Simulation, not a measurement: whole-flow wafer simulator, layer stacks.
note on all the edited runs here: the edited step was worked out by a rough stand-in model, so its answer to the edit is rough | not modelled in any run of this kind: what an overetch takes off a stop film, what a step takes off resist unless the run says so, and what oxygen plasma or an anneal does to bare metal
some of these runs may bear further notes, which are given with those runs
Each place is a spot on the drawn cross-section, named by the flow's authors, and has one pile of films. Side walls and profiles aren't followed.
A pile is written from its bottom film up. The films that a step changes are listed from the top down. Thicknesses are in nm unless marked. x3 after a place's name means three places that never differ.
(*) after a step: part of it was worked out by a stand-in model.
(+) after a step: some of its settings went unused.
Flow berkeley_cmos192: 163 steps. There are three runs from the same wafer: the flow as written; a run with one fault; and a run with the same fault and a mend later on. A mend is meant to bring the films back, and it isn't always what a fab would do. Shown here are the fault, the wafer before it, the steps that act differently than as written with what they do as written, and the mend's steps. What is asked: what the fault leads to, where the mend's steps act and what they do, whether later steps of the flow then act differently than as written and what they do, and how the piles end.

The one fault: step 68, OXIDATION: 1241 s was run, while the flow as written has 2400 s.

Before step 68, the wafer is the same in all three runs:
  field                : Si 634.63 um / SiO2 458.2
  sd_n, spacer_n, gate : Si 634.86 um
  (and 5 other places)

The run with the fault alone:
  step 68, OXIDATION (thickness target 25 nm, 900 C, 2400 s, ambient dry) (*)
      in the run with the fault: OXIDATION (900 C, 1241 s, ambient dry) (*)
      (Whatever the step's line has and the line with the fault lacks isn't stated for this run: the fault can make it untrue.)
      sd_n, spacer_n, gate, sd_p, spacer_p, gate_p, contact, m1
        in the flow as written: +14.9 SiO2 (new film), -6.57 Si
        in the run with the fault: +9.87 SiO2 (new film), -4.34 Si
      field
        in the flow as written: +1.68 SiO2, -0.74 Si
        in the run with the fault: +0.87 SiO2, -0.38 Si
  Later steps of the flow acting differently than as written (36 more steps, not shown, differ only slightly: by at most 2% or 0.5 nm, whichever is larger):
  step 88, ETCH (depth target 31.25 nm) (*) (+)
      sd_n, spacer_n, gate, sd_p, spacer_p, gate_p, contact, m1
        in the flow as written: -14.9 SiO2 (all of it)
        in the run with the fault: -9.87 SiO2 (all of it)
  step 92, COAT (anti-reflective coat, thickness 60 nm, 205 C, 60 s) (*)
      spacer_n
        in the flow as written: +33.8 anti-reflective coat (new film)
        in the run with the fault: +34.5 anti-reflective coat (new film)
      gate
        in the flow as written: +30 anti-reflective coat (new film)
        in the run with the fault: +30.8 anti-reflective coat (new film)
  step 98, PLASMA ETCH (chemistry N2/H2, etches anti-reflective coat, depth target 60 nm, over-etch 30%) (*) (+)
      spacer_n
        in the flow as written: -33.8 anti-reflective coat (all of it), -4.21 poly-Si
        in the run with the fault: -34.5 anti-reflective coat (all of it), -4.13 poly-Si
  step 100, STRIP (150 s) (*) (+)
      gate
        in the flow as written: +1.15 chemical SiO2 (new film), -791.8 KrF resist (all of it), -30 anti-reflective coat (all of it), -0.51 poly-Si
        in the run with the fault: +1.15 chemical SiO2 (new film), -789.6 KrF resist (all of it), -30.8 anti-reflective coat (all of it), -0.51 poly-Si
  At the end the piles are close to the flow's at the places that both follow, differing by at most 2% or 0.5 nm, whichever is larger.

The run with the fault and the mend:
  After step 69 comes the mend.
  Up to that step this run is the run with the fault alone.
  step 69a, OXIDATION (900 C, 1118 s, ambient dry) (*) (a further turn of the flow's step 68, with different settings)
      sd_n, spacer_n, gate, sd_p, spacer_p, gate_p, contact, m1
        +5.1 SiO2, -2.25 Si
      field
        +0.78 SiO2, -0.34 Si
  None of the later steps of the flow differs from how it acts as written, at any place that is followed, by more than 2% or 0.5 nm, whichever is larger.
  At every place that both follow, the piles at the end match the flow's.
